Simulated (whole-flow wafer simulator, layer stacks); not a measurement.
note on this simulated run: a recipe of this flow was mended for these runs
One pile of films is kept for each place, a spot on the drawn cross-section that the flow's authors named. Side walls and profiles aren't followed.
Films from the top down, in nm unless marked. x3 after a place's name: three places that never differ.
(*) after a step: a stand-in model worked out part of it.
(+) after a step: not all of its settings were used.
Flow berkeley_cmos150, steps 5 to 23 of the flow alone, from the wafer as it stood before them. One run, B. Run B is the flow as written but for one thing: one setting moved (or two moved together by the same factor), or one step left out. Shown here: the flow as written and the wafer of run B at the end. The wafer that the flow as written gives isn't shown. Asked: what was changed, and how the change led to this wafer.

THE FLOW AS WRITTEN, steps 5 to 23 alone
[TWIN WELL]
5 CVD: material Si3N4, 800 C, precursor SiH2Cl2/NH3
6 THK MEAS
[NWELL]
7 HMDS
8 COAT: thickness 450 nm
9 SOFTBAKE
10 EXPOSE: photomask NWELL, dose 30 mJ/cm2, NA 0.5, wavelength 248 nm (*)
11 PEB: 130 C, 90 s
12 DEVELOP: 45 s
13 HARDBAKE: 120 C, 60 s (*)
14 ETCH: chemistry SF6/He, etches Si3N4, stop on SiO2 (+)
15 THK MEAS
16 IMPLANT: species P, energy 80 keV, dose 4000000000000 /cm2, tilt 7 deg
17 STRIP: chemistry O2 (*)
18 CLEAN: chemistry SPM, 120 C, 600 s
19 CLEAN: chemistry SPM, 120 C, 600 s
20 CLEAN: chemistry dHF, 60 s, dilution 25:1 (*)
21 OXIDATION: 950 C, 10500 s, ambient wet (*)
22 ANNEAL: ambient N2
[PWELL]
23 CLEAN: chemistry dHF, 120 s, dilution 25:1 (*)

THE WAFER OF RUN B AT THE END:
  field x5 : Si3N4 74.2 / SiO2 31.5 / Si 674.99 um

The cause: step 5, CVD: 777 C was run, where the flow has 800 C.

How the change led to this, step by step:
  5 CVD: material Si3N4, 800 C, precursor SiH2Cl2/NH3
      field x5, field_p x3: Si3N4 +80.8 (new film) (as written it would be: Si3N4 +106 (new film))
  14 ETCH: chemistry SF6/He, etches Si3N4, stop on SiO2 (+)
      field x5: KrF-resist -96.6 (as written it would be: KrF-resist -124)
      field_p x3: Si3N4 -80.8 (all of it), SiO2 -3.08 (as written it would be: Si3N4 -106 (all of it), SiO2 -3.08)
  17 STRIP: chemistry O2 (*)
      field x5: KrF-resist -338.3 (all of it) (as written it would be: KrF-resist -310.9 (all of it))
